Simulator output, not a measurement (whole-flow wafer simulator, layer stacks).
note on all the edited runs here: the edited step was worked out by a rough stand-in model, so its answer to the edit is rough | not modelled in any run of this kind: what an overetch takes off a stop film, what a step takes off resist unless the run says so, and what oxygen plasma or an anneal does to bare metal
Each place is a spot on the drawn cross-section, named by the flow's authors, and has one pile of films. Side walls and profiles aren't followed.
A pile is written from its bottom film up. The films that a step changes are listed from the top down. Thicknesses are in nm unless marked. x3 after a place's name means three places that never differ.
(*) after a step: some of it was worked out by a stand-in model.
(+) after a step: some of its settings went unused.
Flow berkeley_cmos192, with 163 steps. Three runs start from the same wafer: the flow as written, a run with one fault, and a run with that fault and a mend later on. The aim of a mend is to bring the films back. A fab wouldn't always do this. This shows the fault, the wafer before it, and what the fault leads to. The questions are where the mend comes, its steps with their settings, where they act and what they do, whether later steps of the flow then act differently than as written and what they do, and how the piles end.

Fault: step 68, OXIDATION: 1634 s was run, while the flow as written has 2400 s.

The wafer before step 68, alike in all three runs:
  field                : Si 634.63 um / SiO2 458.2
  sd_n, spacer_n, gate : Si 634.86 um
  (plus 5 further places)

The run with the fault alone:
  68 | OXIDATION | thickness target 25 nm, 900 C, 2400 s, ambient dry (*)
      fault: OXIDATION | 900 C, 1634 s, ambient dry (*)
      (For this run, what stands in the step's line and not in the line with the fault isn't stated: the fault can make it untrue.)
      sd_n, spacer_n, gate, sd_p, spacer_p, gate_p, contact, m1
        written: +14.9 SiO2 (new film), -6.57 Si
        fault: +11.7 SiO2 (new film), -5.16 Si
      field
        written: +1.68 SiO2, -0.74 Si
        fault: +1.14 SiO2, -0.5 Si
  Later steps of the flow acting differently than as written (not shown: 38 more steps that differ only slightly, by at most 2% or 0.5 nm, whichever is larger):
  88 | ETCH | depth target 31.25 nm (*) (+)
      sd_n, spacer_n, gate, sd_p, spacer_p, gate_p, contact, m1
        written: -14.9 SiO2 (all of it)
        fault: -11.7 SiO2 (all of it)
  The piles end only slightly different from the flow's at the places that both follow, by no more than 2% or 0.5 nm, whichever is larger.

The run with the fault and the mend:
  The mend follows step 75.
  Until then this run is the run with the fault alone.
  75a | STRIP | 150 s (*) (+)
      sd_p
        -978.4 KrF resist (all of it)
      spacer_p
        -959.8 KrF resist (all of it)
      gate_p
        -958.9 KrF resist (all of it)
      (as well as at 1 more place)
  75b | CLEAN | chemistry SPM
      alters no film at any place that is followed
  75c | OXIDATION | 900 C, 757 s, ambient dry (*) (the flow's step 68, run once more with other settings)
      sd_n, spacer_n, gate, sd_p, spacer_p, gate_p, contact, m1
        +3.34 SiO2, -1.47 Si
      field
        +0.53 SiO2, -0.23 Si
  75d | HMDS (the flow's step 70, run once more)
      alters no film at any place that is followed
  75e | COAT | KrF resist, thickness 900 nm (*) (the flow's step 71, run once more)
      field
        +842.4 KrF resist (new film)
      sd_n
        +1013.2 KrF resist (new film)
      spacer_n
        +978.6 KrF resist (new film)
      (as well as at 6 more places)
  75f | SOFTBAKE | KrF resist (the flow's step 72, run once more)
      alters no film at any place that is followed
  75g | EXPOSE | photomask PWELL, dose 30 mJ/cm2, NA 0.5, wavelength 248 nm (*) (the flow's step 73, run once more)
      alters no film at any place that is followed
  75h | PEB | KrF resist, 130 C, 60 s (the flow's step 74, run once more)
      sd_n, m1
        -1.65 KrF resist
      spacer_n, gate
        -1.58 KrF resist
      spacer_p, gate_p
        -1.57 KrF resist
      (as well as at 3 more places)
  75i | DEVELOP | KrF resist, thickness 900 nm, developer developer-D-0.26N, 45 s (the flow's step 75, run once more)
      sd_p, spacer_p, gate_p, m1
        -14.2 KrF resist
      spacer_n, gate
        -977 KrF resist (all of it)
      field
        -841.1 KrF resist (all of it)
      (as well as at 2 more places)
  None of the later steps of the flow differs from how it acts as written, at any place that is followed, by more than 2% or 0.5 nm, whichever is larger.
  The piles end only slightly different from the flow's at the places that both follow, by no more than 2% or 0.5 nm, whichever is larger.
